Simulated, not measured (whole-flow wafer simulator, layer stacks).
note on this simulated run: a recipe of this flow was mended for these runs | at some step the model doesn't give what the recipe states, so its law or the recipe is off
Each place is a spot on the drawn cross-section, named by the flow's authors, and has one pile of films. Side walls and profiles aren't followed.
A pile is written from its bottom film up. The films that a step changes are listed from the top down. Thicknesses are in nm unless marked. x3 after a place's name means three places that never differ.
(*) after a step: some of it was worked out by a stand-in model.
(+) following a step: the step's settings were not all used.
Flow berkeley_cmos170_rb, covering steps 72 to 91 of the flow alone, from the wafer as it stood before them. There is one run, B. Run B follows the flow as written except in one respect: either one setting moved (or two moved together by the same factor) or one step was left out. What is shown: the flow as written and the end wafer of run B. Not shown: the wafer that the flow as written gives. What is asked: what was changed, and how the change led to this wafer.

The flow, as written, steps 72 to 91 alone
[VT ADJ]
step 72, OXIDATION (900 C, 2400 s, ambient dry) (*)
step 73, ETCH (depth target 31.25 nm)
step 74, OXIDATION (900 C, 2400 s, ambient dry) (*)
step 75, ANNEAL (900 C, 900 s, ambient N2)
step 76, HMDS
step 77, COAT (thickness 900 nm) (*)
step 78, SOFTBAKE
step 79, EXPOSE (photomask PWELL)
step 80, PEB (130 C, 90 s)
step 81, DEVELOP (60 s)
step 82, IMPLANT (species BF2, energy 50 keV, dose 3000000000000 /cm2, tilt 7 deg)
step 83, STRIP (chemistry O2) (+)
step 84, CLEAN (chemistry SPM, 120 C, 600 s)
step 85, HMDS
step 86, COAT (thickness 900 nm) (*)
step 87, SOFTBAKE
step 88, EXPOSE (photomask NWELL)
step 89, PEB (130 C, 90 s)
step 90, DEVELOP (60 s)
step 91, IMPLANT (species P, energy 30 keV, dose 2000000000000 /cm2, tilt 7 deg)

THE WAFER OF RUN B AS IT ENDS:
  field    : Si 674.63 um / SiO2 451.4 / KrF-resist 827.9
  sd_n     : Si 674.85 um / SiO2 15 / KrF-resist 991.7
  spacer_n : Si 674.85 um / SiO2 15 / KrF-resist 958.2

What caused this: step 73, ETCH: depth target 42.5 nm was run, whereas the flow has depth target 31.25 nm.

How this came from the change, step by step:
  step 73, ETCH (depth target 31.25 nm)
      field: -42.5 SiO2 (as written it would have been: -31.2 SiO2)
